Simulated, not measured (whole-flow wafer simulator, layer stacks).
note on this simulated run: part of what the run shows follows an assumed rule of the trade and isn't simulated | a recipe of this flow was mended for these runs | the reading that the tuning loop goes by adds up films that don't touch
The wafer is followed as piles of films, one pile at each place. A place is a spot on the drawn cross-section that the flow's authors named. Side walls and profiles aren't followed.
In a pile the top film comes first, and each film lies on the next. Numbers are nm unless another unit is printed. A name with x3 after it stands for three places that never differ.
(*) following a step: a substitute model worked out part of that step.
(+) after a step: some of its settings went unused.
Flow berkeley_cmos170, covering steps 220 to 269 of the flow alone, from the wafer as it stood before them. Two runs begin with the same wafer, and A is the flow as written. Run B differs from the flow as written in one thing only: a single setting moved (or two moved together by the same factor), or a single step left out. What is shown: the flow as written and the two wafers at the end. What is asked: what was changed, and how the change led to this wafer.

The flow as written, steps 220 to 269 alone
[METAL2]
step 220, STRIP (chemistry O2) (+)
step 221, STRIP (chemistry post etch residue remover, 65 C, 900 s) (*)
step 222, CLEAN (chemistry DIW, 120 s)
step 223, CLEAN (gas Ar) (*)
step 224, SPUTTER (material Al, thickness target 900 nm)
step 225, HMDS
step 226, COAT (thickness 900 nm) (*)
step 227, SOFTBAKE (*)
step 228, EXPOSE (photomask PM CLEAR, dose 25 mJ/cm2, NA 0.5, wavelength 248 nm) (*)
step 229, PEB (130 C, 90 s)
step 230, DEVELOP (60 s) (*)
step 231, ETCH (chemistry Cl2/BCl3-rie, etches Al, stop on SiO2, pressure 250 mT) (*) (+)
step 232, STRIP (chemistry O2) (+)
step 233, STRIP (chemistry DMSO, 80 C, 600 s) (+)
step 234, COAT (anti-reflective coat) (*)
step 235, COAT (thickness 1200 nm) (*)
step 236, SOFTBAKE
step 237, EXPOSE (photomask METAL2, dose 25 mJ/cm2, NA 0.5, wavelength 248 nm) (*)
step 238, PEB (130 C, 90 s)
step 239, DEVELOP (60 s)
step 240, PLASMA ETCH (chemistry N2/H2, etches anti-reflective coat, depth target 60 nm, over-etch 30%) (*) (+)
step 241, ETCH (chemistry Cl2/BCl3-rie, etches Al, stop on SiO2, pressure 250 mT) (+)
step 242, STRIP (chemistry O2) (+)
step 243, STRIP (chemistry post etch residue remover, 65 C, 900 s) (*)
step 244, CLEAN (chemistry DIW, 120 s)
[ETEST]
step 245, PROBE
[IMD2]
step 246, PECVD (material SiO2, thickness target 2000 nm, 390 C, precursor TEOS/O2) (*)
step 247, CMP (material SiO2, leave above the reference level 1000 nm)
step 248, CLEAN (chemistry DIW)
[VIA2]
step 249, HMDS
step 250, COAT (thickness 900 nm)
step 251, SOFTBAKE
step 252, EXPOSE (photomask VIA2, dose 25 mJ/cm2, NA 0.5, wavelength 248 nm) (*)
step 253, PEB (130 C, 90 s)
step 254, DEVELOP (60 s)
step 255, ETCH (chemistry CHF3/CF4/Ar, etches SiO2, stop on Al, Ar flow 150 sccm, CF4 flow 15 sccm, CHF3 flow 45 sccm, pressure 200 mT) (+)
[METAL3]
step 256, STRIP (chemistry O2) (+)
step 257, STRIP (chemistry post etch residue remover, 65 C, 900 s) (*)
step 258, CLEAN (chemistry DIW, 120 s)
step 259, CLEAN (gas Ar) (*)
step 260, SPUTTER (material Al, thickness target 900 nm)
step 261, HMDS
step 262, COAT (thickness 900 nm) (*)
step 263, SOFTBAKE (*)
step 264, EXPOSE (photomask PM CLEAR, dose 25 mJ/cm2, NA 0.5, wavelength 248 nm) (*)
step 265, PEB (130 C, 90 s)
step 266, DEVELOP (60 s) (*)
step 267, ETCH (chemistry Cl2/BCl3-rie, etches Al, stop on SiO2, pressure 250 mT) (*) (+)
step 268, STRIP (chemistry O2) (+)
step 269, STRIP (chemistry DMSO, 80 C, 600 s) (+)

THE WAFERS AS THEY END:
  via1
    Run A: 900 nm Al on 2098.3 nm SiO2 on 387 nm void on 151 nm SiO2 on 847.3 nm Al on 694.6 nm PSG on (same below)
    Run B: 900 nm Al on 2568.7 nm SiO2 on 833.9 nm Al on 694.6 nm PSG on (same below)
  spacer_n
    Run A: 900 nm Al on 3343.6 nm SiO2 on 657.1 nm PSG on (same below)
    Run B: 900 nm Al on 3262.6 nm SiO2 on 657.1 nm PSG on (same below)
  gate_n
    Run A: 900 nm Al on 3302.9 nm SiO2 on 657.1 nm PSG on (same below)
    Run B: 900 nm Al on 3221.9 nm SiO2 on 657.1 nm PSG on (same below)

Cause: step 224, SPUTTER: thickness target 819 nm was run, whereas the flow has thickness target 900 nm.

The path from the change to this, step by step:
  step 224, SPUTTER (material Al, thickness target 900 nm)
      field, mark, sd_n and 9 more: A Al gains 900 (new film) | B Al gains 819 (new film)
      via1: A Al gains 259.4 | B Al gains 246
  step 226, COAT (thickness 900 nm) (*)
      via1: A KrF-resist gains 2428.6 (new film) | B KrF-resist gains 2363.4 (new film)
  step 231, ETCH (chemistry Cl2/BCl3-rie, etches Al, stop on SiO2, pressure 250 mT) (*) (+)
      field, sd_n, spacer_n and 9 more: A KrF-resist loses 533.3 | B KrF-resist loses 492.8
      mark: A Al loses 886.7 (all of it), SiO2 loses 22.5 | B Al loses 805.7 (all of it), SiO2 loses 22.5
  step 232, STRIP (chemistry O2) (+)
      field, spacer_n, gate_n: A KrF-resist loses 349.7 (all of it) | B KrF-resist loses 390.2 (all of it)
      sd_n: A KrF-resist loses 347 (all of it) | B KrF-resist loses 387.6 (all of it)
      (as well as at 7 more places)
  step 234, COAT (anti-reflective coat) (*)
      via1: A anti-reflective coat gains 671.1 (new film) | B anti-reflective coat gains 638.3 (new film)
  step 241, ETCH (chemistry Cl2/BCl3-rie, etches Al, stop on SiO2, pressure 250 mT) (+)
      field, sd_n, spacer_n, gate_n, sd_p, spacer_p, gate_p: A Al loses 900 (all of it), SiO2 loses 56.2 | B Al loses 819 (all of it), SiO2 loses 56.2
      contact, m1, via1, m2, via2: A KrF-resist loses 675 | B KrF-resist loses 634.5
      (as well as at 1 more place)
  step 242, STRIP (chemistry O2) (+)
      contact: A KrF-resist loses 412 (all of it), anti-reflective coat loses 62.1 (all of it) | B KrF-resist loses 452.4 (all of it), anti-reflective coat loses 62.2 (all of it)
      m1: A KrF-resist loses 433.1 (all of it), anti-reflective coat loses 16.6 (all of it) | B KrF-resist loses 472.6 (all of it), anti-reflective coat loses 16.9 (all of it)
      (as well as at 3 more places)
  step 246, PECVD (material SiO2, thickness target 2000 nm, 390 C, precursor TEOS/O2) (*)
      via1: A SiO2 gains 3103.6 (new film), void gains 387 (new film), SiO2 gains 151 (new film) | B SiO2 gains 3574.1 (new film)
  step 247, CMP (material SiO2, leave above the reference level 1000 nm)
      mark: A nothing | B SiO2 loses 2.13
      field, sd_n, spacer_n, gate_n, sd_p, spacer_p, gate_p: A SiO2 loses 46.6 | B SiO2 loses 127.6
